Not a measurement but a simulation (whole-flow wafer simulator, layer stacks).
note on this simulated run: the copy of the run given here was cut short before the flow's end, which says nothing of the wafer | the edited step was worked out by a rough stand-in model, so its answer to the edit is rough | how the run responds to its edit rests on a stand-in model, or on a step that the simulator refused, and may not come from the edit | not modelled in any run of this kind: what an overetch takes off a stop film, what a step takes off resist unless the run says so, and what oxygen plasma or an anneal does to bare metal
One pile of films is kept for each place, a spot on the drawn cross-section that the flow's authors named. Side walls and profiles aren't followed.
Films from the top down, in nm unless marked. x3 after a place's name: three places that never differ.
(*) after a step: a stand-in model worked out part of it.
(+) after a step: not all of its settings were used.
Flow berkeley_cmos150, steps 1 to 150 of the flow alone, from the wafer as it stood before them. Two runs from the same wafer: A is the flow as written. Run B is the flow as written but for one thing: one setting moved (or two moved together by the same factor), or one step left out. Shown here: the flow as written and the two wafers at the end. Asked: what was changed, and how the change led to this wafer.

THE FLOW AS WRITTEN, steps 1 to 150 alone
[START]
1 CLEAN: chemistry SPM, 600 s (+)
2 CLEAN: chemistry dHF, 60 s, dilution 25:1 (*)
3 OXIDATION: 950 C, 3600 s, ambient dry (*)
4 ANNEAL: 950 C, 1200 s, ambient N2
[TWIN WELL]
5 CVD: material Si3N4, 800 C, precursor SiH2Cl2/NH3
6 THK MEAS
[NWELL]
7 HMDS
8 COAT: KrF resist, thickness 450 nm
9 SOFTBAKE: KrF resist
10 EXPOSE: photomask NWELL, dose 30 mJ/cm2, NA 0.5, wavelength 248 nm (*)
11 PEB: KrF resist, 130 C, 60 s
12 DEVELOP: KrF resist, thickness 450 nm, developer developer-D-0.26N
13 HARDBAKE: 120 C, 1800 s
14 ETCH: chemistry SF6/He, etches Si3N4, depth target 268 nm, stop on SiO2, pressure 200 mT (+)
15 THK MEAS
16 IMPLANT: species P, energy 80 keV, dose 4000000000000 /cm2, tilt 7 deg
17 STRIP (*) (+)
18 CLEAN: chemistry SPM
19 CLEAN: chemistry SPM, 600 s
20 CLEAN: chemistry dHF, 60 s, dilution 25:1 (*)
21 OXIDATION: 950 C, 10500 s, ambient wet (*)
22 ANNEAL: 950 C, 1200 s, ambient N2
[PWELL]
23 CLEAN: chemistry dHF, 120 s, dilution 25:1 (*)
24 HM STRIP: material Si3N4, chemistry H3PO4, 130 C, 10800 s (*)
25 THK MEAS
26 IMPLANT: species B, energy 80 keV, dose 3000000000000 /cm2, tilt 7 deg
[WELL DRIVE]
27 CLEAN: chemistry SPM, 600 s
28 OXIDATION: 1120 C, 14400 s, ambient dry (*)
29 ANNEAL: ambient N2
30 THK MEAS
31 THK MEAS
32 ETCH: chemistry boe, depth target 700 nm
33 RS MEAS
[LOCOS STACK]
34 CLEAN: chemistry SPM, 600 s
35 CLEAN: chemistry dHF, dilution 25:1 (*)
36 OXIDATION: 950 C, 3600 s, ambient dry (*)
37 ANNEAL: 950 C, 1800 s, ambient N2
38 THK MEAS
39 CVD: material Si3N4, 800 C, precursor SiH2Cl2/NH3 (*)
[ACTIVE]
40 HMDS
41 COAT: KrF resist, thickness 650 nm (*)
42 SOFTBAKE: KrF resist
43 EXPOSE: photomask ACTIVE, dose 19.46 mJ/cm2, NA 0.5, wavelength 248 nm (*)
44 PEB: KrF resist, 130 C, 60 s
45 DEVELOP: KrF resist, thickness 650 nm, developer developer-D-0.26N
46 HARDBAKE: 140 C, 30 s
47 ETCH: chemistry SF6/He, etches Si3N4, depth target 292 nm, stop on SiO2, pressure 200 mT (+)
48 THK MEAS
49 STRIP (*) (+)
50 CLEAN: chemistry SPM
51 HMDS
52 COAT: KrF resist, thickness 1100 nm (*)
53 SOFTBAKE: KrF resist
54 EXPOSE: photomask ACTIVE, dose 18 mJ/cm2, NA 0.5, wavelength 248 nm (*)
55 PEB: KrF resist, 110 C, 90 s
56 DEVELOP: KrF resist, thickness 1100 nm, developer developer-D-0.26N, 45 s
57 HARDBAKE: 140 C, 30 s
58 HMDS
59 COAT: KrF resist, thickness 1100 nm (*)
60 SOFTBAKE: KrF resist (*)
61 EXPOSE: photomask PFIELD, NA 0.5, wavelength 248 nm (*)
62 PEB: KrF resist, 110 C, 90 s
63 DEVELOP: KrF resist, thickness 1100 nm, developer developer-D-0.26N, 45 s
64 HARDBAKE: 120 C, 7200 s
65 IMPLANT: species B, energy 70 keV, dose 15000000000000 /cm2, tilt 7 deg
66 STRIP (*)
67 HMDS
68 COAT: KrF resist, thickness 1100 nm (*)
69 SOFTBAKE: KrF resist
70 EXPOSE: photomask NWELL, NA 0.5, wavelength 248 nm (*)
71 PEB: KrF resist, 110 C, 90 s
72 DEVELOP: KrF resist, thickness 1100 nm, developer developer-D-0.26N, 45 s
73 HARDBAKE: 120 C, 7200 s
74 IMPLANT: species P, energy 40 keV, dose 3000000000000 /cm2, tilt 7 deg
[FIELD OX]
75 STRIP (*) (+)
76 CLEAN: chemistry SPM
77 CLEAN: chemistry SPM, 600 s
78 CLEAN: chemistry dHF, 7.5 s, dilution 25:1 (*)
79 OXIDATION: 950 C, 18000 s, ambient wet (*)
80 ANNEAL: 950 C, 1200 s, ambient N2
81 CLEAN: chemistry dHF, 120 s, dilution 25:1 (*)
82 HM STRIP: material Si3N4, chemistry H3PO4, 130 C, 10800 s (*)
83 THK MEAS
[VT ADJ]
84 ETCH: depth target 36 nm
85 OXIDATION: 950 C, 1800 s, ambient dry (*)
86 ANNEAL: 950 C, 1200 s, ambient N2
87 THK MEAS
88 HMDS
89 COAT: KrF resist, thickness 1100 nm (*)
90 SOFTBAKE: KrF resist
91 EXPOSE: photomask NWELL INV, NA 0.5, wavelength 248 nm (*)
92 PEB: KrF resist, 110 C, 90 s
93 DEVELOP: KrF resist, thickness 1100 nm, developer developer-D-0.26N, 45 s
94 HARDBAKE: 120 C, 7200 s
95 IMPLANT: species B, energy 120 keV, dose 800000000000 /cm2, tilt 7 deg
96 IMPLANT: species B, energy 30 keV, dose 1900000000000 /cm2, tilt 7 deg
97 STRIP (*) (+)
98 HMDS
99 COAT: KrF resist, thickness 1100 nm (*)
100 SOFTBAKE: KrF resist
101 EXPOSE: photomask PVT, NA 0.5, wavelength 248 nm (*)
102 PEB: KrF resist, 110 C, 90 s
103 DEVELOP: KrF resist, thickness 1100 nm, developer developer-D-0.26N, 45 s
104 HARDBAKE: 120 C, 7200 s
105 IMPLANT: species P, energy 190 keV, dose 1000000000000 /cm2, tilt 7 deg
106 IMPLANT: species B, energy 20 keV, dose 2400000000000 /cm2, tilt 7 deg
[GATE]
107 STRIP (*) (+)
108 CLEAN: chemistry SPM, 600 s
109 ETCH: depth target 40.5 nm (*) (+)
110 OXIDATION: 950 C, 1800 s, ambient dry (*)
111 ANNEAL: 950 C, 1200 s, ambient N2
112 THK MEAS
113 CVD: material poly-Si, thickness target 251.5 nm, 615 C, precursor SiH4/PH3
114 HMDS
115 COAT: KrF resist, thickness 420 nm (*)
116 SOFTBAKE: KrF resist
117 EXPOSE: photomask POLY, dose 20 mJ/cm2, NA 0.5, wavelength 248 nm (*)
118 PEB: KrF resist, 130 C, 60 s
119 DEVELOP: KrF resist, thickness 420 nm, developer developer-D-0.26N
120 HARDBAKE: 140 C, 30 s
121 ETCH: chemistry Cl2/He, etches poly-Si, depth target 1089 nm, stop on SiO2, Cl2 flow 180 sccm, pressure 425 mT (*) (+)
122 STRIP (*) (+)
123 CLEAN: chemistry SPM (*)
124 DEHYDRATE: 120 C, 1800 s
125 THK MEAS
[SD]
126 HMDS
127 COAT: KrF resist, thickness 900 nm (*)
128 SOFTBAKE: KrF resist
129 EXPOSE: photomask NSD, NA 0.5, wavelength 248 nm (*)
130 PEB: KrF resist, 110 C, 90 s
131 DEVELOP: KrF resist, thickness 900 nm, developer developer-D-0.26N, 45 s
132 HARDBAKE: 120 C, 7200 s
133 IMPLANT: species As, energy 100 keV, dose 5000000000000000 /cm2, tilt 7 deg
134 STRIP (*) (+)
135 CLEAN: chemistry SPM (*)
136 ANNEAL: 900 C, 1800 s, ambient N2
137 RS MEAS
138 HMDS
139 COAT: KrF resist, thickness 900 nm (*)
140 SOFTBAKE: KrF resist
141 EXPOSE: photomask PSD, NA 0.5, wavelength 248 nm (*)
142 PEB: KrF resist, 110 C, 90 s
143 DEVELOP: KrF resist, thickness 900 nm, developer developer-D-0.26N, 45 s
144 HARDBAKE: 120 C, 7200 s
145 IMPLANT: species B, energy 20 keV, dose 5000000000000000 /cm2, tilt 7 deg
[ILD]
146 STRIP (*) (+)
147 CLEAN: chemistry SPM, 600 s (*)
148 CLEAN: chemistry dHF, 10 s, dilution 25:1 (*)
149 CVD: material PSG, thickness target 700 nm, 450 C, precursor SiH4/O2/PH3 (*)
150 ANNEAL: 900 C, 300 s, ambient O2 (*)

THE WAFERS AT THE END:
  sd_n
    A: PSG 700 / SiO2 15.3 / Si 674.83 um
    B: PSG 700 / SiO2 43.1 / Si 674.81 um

The cause: step 39, CVD: 734 C was run, where the flow has 800 C.

How the change led to this, step by step:
  39 CVD: material Si3N4, 800 C, precursor SiH2Cl2/NH3 (*)
      field, field_p, sd_n, gate_n, sd_p, gate_p, contact, m1: A Si3N4 +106 (new film) | B Si3N4 +41.4 (new film)
  47 ETCH: chemistry SF6/He, etches Si3N4, depth target 292 nm, stop on SiO2, pressure 200 mT (+)
      sd_n, gate_n, sd_p, gate_p, contact, m1: A KrF resist -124 | B KrF resist -53.7
      field, field_p: A Si3N4 -106 (all of it), SiO2 -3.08 | B Si3N4 -41.4 (all of it), SiO2 -3.08
  49 STRIP (*) (+)
      sd_n: A KrF resist -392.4 (all of it) | B KrF resist -462.7 (all of it)
      gate_n: A KrF resist -400.6 (all of it) | B KrF resist -470.9 (all of it)
      (and at 4 more places)
  52 COAT: KrF resist, thickness 1100 nm (*)
      sd_n: A KrF resist +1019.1 (new film) | B KrF resist +1056.3 (new film)
      gate_n: A KrF resist +1039.7 (new film) | B KrF resist +1069.5 (new film)
      (and at 4 more places)
  57 HARDBAKE: 140 C, 30 s
      sd_n: A KrF resist -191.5 | B KrF resist -198.4
      gate_n: A KrF resist -195.3 | B KrF resist -200.7
      (and at 4 more places)
  59 COAT: KrF resist, thickness 1100 nm (*)
      sd_n: A KrF resist +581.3 | B KrF resist +598.4
      gate_n: A KrF resist +684.4 | B KrF resist +702.5
      (and at 4 more places)
  66 STRIP (*)
      sd_n: A KrF resist -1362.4 (all of it) | B KrF resist -1409.1 (all of it)
      gate_n: A KrF resist -1479.7 (all of it) | B KrF resist -1521.5 (all of it)
      (and at 4 more places)
  68 COAT: KrF resist, thickness 1100 nm (*)
      sd_n: A KrF resist +1019.1 (new film) | B KrF resist +1056.3 (new film)
      gate_n: A KrF resist +1039.7 (new film) | B KrF resist +1069.5 (new film)
      (and at 4 more places)
  72 DEVELOP: KrF resist, thickness 1100 nm, developer developer-D-0.26N, 45 s
      sd_p: A KrF resist -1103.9 (all of it) | B KrF resist -1137 (all of it)
      gate_p: A KrF resist -1108 (all of it) | B KrF resist -1136.6 (all of it)
  73 HARDBAKE: 120 C, 7200 s
      gate_n, contact: A KrF resist -16.5 | B KrF resist -17.1
      sd_n: A KrF resist -16.2 | B KrF resist -16.8
      (and at 1 more place)
  75 STRIP (*) (+)
      sd_n: A KrF resist -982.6 (all of it) | B KrF resist -1018.8 (all of it)
      gate_n: A KrF resist -1002.7 (all of it) | B KrF resist -1031.7 (all of it)
      (and at 2 more places)
  79 OXIDATION: 950 C, 18000 s, ambient wet (*)
      contact: A SiO2 +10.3 (new film), Si3N4 -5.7 | B SiO2 +10.3 (new film), Si3N4 -5.7, SiO2 +0.11
      sd_n: A SiO2 +10.3 (new film), Si3N4 -5.7, SiO2 +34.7, Si -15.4 | B SiO2 +10.3 (new film), Si3N4 -5.7, SiO2 +77.3, Si -34.6
  82 HM STRIP: material Si3N4, chemistry H3PO4, 130 C, 10800 s (*)
      sd_n, gate_n, contact, m1: A Si3N4 -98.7 (all of it), SiO2 -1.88 | B Si3N4 -34 (all of it), SiO2 -2.43
      sd_p, gate_p: A Si3N4 -98.6 (all of it), SiO2 -1.88 | B Si3N4 -33.9 (all of it), SiO2 -2.43
  84 ETCH: depth target 36 nm
      sd_p: A SiO2 -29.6 (all of it) | B SiO2 -29 (all of it)
  85 OXIDATION: 950 C, 1800 s, ambient dry (*)
      sd_n: A SiO2 +12.2, Si -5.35 | B SiO2 +7.88, Si -3.47
  109 ETCH: depth target 40.5 nm (*) (+)
      sd_n: A SiO2 -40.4 (all of it) | B SiO2 -40.5
  ... 3 more steps ...
  122 STRIP (*) (+)
      gate_n: A chemical SiO2 +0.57 (new film), KrF resist -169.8 (all of it), poly-Si -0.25 | B chemical SiO2 +0.57 (new film), KrF resist -173.9 (all of it), poly-Si -0.25
